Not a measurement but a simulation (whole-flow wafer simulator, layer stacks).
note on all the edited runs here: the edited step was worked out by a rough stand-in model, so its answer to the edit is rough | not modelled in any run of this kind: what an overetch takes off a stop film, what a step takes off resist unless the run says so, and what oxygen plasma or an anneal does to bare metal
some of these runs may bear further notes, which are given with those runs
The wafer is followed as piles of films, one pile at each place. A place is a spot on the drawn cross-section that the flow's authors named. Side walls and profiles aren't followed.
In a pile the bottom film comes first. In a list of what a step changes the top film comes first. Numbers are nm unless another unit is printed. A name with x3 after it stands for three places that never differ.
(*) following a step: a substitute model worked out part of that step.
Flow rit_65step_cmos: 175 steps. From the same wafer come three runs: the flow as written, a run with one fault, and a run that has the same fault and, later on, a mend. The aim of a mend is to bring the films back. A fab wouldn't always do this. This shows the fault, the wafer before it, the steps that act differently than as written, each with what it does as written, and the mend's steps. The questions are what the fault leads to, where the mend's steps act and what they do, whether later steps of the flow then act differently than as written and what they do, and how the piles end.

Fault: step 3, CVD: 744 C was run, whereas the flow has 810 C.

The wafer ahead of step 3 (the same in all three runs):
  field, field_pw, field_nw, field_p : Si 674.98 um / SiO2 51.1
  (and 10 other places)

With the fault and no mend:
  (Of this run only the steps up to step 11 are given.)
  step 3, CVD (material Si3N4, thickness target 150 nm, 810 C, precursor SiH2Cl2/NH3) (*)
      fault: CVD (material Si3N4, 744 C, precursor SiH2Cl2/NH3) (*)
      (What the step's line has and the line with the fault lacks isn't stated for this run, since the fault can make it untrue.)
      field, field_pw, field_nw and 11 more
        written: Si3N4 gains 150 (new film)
        fault: Si3N4 gains 53.4 (new film)
  Every later step of the flow up to step 11 that is run acts as written at every place that is followed.
  The piles after step 11 differ from the flow's at field, field_pw, field_nw and 11 more by more than 2% or 0.5 nm, whichever is larger.
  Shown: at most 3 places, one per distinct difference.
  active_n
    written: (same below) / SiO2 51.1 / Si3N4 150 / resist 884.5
    fault: (same below) / SiO2 51.1 / Si3N4 53.4 / resist 884.5
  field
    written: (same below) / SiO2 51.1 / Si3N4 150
    fault: (same below) / SiO2 51.1 / Si3N4 53.4

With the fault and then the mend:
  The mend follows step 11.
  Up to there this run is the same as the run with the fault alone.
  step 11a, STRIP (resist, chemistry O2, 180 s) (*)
      active_n, active_p, gate_n and 7 more
        resist loses 884.5 (all of it)
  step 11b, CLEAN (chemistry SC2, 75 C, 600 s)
      leaves every film unchanged at each place that is followed
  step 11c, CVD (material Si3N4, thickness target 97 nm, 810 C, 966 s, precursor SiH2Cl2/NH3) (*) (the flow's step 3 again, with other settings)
      field, field_pw, field_nw and 11 more
        Si3N4 gains 97
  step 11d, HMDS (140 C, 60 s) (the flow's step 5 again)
      leaves every film unchanged at each place that is followed
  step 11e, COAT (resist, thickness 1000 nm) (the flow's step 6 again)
      field, field_pw, field_nw and 11 more
        resist gains 1000 (new film)
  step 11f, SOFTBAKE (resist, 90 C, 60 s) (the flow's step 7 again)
      leaves every film unchanged at each place that is followed
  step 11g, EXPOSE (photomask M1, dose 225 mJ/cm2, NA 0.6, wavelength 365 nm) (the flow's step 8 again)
      leaves every film unchanged at each place that is followed
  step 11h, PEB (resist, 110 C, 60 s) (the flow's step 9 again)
      field, field_pw, field_nw and 11 more
        resist loses 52
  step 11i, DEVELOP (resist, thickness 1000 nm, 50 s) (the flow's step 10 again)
      field, field_pw, field_nw, field_p
        resist loses 948 (all of it)
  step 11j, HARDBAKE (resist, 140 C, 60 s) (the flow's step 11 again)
      active_n, active_p, gate_n and 7 more
        resist loses 63.5
  Every later step of the flow that is run acts as written, at every place that is followed, to within 2% or 0.5 nm, whichever is larger.
  At the end the piles are close to the flow's at the places that both follow, differing by at most 2% or 0.5 nm, whichever is larger.
